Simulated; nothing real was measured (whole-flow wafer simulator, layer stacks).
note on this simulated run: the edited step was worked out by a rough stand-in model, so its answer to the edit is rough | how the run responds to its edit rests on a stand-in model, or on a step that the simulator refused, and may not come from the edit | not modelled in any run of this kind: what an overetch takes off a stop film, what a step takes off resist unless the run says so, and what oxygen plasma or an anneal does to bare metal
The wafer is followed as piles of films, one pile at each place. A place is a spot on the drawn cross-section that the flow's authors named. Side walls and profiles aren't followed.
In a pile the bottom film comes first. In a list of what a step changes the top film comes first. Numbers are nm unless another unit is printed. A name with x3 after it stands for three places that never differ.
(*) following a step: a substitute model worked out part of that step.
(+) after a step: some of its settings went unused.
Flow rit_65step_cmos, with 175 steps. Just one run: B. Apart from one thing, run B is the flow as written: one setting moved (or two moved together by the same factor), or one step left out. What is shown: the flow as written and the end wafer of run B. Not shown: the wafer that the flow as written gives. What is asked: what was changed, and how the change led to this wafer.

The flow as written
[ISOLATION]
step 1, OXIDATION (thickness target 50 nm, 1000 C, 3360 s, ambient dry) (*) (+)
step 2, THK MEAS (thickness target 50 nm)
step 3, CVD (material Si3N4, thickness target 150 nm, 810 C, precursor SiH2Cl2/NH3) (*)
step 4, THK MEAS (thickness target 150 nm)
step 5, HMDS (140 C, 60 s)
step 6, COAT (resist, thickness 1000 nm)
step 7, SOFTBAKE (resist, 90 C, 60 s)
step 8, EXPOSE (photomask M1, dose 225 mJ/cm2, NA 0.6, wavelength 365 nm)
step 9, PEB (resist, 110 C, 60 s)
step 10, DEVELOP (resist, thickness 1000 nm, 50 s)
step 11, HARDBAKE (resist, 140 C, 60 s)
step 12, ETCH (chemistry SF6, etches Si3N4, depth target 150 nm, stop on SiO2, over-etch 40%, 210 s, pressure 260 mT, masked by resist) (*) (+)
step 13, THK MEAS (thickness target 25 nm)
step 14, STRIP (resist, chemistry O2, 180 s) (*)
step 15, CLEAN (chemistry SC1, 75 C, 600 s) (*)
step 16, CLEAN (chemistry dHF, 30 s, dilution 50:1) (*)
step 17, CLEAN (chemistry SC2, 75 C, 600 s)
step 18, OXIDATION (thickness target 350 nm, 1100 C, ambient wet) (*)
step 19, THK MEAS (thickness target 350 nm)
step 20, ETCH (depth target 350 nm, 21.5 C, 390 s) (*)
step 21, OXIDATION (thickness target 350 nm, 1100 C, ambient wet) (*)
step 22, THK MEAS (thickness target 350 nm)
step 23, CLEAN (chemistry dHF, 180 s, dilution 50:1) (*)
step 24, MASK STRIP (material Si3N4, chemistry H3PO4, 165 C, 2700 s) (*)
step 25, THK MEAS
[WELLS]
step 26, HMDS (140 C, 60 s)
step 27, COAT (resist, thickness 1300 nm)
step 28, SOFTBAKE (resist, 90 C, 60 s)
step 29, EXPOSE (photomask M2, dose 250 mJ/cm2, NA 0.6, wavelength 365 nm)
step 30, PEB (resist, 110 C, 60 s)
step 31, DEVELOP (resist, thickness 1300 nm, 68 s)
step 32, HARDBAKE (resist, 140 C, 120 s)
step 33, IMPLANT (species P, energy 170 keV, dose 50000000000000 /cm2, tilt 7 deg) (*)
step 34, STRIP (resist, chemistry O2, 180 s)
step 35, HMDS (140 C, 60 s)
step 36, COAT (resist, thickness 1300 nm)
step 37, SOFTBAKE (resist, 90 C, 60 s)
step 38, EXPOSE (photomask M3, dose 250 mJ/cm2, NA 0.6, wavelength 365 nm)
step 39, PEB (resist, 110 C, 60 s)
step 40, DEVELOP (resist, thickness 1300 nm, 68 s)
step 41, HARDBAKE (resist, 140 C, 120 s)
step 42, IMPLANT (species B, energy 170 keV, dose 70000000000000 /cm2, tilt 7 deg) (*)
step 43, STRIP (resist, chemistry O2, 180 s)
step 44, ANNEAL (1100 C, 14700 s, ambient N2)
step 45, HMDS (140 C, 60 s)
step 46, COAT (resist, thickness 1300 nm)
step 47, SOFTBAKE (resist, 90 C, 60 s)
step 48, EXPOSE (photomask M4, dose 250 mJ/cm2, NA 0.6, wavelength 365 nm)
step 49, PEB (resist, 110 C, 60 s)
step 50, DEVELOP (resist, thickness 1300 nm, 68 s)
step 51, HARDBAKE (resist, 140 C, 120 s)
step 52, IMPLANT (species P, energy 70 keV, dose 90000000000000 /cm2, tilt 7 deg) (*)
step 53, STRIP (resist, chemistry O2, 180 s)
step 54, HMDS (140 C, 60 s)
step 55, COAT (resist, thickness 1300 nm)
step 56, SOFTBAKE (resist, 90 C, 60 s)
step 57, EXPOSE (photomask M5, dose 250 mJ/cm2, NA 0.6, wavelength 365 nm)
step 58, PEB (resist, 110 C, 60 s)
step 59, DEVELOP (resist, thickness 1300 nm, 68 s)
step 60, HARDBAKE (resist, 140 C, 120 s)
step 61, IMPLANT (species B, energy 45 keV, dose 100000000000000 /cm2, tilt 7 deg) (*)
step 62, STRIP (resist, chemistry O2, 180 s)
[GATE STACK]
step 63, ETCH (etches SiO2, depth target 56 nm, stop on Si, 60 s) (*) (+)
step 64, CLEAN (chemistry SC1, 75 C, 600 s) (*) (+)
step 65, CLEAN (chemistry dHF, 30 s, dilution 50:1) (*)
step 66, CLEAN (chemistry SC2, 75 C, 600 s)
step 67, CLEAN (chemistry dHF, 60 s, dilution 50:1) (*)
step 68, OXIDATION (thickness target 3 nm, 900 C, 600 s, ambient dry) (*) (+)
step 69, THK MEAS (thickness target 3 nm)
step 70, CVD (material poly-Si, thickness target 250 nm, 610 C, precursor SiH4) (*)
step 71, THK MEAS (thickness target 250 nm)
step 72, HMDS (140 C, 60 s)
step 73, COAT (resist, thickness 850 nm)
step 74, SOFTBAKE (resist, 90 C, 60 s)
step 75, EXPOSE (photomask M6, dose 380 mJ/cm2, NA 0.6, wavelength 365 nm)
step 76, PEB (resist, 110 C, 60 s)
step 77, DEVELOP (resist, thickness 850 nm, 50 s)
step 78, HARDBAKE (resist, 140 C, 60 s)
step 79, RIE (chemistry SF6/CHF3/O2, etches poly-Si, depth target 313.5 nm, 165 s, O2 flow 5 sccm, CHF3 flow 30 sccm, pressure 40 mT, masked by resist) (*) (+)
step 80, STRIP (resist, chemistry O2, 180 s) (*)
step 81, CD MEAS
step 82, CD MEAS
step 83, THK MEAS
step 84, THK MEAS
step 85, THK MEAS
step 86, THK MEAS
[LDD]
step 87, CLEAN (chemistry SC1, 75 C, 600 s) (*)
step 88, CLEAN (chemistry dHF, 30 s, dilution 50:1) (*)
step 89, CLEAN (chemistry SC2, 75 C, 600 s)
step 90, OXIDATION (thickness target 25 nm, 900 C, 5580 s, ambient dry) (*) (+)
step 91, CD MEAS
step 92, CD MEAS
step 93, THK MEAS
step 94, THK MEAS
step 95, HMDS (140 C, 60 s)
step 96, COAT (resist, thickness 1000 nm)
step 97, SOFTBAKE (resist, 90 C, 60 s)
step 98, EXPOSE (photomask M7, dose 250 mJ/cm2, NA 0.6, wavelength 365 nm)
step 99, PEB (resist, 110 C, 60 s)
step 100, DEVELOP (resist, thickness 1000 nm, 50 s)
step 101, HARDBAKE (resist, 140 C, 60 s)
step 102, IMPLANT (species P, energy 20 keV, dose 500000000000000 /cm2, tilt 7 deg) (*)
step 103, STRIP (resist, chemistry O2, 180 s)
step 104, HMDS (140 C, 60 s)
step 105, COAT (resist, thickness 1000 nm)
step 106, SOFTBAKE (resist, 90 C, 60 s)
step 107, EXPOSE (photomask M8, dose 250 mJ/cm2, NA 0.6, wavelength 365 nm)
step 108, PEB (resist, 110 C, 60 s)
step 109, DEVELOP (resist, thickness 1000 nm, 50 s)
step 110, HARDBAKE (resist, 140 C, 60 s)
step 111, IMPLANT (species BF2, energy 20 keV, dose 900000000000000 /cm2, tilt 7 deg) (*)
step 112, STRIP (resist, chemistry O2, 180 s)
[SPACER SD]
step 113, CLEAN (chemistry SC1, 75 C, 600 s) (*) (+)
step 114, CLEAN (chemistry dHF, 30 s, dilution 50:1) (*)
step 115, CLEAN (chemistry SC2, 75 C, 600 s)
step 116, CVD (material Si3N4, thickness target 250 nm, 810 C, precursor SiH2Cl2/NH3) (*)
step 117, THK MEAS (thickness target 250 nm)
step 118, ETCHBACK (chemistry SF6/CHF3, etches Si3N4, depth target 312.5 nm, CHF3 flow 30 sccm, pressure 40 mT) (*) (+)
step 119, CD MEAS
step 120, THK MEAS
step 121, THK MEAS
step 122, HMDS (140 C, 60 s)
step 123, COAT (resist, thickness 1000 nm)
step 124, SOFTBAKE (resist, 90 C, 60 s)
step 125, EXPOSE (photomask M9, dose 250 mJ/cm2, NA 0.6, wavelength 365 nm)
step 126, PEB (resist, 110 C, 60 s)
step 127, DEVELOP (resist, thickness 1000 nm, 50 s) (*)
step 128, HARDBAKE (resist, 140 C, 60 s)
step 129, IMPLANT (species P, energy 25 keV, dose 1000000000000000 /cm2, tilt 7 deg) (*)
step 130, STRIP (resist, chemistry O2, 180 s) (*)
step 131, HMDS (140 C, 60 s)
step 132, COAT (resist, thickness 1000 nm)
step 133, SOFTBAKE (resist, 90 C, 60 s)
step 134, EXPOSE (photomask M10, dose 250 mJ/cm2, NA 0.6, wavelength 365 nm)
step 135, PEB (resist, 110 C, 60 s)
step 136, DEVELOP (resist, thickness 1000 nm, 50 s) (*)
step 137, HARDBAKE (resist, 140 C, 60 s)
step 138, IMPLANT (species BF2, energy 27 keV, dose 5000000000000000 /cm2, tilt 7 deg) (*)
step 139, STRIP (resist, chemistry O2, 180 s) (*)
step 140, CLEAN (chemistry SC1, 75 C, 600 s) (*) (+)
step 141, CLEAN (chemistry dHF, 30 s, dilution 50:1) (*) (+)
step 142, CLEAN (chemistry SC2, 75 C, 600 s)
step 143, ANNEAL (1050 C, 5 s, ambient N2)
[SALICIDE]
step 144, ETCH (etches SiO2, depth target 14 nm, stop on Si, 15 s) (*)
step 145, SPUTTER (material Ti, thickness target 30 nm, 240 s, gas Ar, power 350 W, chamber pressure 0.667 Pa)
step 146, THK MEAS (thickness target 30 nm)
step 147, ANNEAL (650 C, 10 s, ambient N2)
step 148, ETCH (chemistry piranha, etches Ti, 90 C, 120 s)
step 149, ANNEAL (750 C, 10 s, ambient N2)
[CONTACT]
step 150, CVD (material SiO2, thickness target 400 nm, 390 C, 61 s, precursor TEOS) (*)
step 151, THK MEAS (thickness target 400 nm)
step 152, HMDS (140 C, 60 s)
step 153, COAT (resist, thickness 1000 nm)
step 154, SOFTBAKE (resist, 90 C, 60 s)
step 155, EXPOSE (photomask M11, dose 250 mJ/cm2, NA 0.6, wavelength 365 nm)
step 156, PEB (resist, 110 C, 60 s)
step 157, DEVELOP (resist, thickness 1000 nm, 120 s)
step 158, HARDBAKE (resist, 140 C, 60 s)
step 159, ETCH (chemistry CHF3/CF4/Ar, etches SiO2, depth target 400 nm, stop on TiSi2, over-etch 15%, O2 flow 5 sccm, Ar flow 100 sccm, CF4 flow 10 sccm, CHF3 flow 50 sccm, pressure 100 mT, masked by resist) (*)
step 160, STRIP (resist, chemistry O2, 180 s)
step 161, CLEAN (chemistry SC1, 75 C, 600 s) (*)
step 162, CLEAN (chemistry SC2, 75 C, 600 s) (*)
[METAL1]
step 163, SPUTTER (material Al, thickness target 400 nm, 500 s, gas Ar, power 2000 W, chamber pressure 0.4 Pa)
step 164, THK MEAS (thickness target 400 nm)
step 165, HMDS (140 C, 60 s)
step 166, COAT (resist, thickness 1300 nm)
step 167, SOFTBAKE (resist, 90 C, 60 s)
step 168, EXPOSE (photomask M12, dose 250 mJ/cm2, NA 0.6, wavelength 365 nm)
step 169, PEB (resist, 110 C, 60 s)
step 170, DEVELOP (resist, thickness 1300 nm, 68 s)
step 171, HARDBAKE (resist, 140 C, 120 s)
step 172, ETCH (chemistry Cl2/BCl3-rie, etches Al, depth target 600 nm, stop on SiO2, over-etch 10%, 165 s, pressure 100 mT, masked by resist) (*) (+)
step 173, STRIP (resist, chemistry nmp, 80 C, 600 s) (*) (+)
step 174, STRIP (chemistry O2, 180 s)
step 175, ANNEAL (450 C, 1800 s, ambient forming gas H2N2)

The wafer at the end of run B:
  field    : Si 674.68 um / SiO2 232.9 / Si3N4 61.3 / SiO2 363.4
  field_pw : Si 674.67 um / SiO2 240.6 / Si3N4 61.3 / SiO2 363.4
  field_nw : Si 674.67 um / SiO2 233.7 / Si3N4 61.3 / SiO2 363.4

What caused this: step 116, CVD: thickness target 375 nm was run, though the flow has thickness target 250 nm.

How this came from the change, step by step:
  step 116, CVD (material Si3N4, thickness target 250 nm, 810 C, precursor SiH2Cl2/NH3) (*)
      field, field_pw, field_nw and 11 more: Si3N4 gains 375 (new film) (as written it would have been: Si3N4 gains 250 (new film))
  step 118, ETCHBACK (chemistry SF6/CHF3, etches Si3N4, depth target 312.5 nm, CHF3 flow 30 sccm, pressure 40 mT) (*) (+)
      field, field_pw, field_nw, field_p: Si3N4 loses 312.5 (as written it would have been: Si3N4 loses 250 (all of it), SiO2 loses 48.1)
      gate_n: Si3N4 loses 312.5 (as written it would have been: Si3N4 loses 250 (all of it), SiO2 loses 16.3 (all of it), poly-Si loses 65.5)
      (also at 3 further places)
  step 123, COAT (resist, thickness 1000 nm)
      field: resist gains 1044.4 (new film) (as written it would have been: resist gains 1066.4 (new film))
      field_p: resist gains 1051.6 (new film) (as written it would have been: resist gains 1073.5 (new film))
      (also at 4 further places)
  step 126, PEB (resist, 110 C, 60 s)
      gate_n, gate_p: resist loses 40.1 (as written it would have been: resist loses 43.1)
      field: resist loses 54.3 (as written it would have been: resist loses 55.6)
      (also at 3 further places)
  step 127, DEVELOP (resist, thickness 1000 nm, 50 s) (*)
      field: resist loses 990.2 (all of it) (as written it would have been: resist loses 1010.9 (all of it))
      gate_n: resist loses 738.7 (all of it) (as written it would have been: resist loses 791.9 (all of it))
      (also at 1 further place)
  step 128, HARDBAKE (resist, 140 C, 60 s)
      field_nw: resist loses 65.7 (as written it would have been: resist loses 67.1)
      field_p: resist loses 67.2 (as written it would have been: resist loses 68.8)
      (also at 2 further places)
  step 130, STRIP (resist, chemistry O2, 180 s) (*)
      gate_n: nothing (as written it would have been: chemical SiO2 gains 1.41 (new film), poly-Si loses 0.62)
      gate_p: resist loses 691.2 (all of it) (as written it would have been: chemical SiO2 gains 1.31 (new film), resist loses 741.1 (all of it), poly-Si loses 0.58)
      (also at 2 further places)
  step 132, COAT (resist, thickness 1000 nm)
      field: resist gains 1044.4 (new film) (as written it would have been: resist gains 1067 (new film))
      field_p: resist gains 1051.6 (new film) (as written it would have been: resist gains 1074 (new film))
      (also at 4 further places)
  step 135, PEB (resist, 110 C, 60 s)
      gate_n, gate_p: resist loses 40.1 (as written it would have been: resist loses 43.1)
      spacer, spacer_p: resist loses 53.7 (as written it would have been: resist loses 42)
      (also at 2 further places)
  step 136, DEVELOP (resist, thickness 1000 nm, 50 s) (*)
      field_p: resist loses 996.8 (all of it) (as written it would have been: resist loses 1018 (all of it))
      gate_p: resist loses 739 (all of it) (as written it would have been: resist loses 792.8 (all of it))
      (also at 1 further place)
  step 137, HARDBAKE (resist, 140 C, 60 s)
      field: resist loses 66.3 (as written it would have been: resist loses 68.3)
      field_nw: resist loses 65.7 (as written it would have been: resist loses 67.1)
      (also at 2 further places)
  step 139, STRIP (resist, chemistry O2, 180 s) (*)
      gate_n: resist loses 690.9 (all of it) (as written it would have been: resist loses 740 (all of it), chemical SiO2 gains 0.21, poly-Si loses 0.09)
      field: resist loses 923.8 (all of it) (as written it would have been: resist loses 943.1 (all of it))
      (also at 1 further place)
  step 140, CLEAN (chemistry SC1, 75 C, 600 s) (*) (+)
      field, field_pw, field_nw, field_p: Si3N4 loses 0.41 (as written it would have been: SiO2 loses 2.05)
      gate_n, gate_p: Si3N4 loses 0.41 (as written it would have been: chemical SiO2 loses 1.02, poly-Si loses 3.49)
  step 141, CLEAN (chemistry dHF, 30 s, dilution 50:1) (*) (+)
      field, field_p: Si3N4 loses 0.43 (as written it would have been: SiO2 loses 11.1)
      field_pw, field_nw: Si3N4 loses 0.43 (as written it would have been: SiO2 loses 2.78)
      (also at 2 further places)
  step 144, ETCH (etches SiO2, depth target 14 nm, stop on Si, 15 s) (*)
      field, field_pw, field_nw, field_p: Si3N4 loses 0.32 (as written it would have been: SiO2 loses 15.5)
  step 145, SPUTTER (material Ti, thickness target 30 nm, 240 s, gas Ar, power 350 W, chamber pressure 0.667 Pa)
      gate_n: Ti gains 30 (new film) (as written it would have been: Ti gains 27.3 (new film))
      gate_p: Ti gains 30 (new film) (as written it would have been: Ti gains 27.2 (new film))
  ... another 10 steps ...
  step 170, DEVELOP (resist, thickness 1300 nm, 68 s)
      field: resist loses 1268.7 (all of it) (as written it would have been: resist loses 1316.6 (all of it))
      field_pw: resist loses 1256.8 (all of it) (as written it would have been: resist loses 1285.5 (all of it))
      (also at 6 further places)
